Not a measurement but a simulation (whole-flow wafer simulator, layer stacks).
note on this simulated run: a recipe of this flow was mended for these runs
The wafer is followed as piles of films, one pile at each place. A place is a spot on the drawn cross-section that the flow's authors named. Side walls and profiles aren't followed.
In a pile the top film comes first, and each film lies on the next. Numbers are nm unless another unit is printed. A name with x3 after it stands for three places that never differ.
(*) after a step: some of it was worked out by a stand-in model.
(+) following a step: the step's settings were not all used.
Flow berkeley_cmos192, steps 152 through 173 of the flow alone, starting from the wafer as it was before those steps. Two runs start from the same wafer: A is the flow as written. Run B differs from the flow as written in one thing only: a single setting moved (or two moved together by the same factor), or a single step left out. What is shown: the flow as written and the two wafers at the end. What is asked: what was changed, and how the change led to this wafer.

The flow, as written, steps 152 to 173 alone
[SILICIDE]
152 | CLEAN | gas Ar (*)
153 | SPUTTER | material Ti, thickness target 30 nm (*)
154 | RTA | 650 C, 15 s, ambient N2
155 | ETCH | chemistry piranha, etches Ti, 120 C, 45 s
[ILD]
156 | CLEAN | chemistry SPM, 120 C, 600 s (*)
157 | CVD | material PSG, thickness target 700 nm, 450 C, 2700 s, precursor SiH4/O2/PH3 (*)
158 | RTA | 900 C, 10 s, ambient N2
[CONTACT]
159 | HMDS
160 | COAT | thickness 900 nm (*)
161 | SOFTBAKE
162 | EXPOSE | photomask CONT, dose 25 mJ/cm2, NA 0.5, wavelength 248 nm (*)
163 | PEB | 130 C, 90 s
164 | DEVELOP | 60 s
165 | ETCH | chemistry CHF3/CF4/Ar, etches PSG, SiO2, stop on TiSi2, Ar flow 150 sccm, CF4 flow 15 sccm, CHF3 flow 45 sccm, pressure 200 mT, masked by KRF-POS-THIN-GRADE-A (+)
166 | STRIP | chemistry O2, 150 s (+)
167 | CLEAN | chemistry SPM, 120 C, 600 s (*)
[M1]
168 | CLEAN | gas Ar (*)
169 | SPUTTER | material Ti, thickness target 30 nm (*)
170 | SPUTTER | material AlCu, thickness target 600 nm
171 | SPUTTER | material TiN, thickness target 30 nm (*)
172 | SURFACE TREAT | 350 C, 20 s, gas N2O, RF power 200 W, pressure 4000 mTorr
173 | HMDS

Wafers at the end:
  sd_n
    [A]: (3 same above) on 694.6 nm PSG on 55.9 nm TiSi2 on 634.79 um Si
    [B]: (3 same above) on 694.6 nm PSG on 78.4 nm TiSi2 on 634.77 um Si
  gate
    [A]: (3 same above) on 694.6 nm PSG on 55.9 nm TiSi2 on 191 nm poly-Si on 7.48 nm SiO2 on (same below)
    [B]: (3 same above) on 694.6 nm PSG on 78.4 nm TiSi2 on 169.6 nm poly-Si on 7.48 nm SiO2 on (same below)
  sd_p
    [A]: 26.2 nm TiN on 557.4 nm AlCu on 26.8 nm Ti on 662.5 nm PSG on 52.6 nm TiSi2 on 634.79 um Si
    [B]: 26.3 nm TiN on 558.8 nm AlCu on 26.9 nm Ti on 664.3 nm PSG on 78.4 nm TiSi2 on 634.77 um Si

What caused this: step 153, SPUTTER: thickness target 48 nm was run, while the flow as written has thickness target 30 nm.

Step by step, how the change led to this:
  153 | SPUTTER | material Ti, thickness target 30 nm (*)
      field, sd_n, spacer_n, gate, spacer_p, gate_p, contact, m1: A +30 Ti (new film) | B +48 Ti (new film)
      sd_p: A +28.2 Ti (new film) | B +45.2 Ti (new film)
  154 | RTA | 650 C, 15 s, ambient N2
      sd_n, contact, m1: A -23.4 Ti, +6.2 TiSi first (new film), +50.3 TiSi2 C49 (new film), -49 Si | B -32.8 Ti, +33.4 TiSi first (new film), +33.6 TiSi2 C49 (new film), -52.2 Si
      gate, gate_p: A -23.4 Ti, +6.2 TiSi first (new film), +50.3 TiSi2 C49 (new film), -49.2 poly-Si | B -32.8 Ti, +33.4 TiSi first (new film), +33.6 TiSi2 C49 (new film), -52.4 poly-Si
      (also at 1 further place)
  155 | ETCH | chemistry piranha, etches Ti, 120 C, 45 s
      sd_n, gate, gate_p, contact, m1: A -6.6 Ti (all of it), -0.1 TiSi first | B -15.2 Ti (all of it), -0.09 TiSi first
      field, spacer_n, spacer_p: A -30 Ti (all of it) | B -48 Ti (all of it)
      (also at 1 further place)
  158 | RTA | 900 C, 10 s, ambient N2
      sd_n, contact, m1: A under 1 film: +55.9 TiSi2 (new film), -6.09 TiSi first (all of it), -50.3 TiSi2 C49 (all of it), -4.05 Si | B under 1 film: +78.4 TiSi2 (new film), -33.3 TiSi first (all of it), -33.6 TiSi2 C49 (all of it), -22.1 Si
      gate, gate_p: A under 1 film: +55.9 TiSi2 (new film), -6.09 TiSi first (all of it), -50.3 TiSi2 C49 (all of it), -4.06 poly-Si | B under 1 film: +78.4 TiSi2 (new film), -33.3 TiSi first (all of it), -33.6 TiSi2 C49 (all of it), -22.2 poly-Si
      (also at 1 further place)
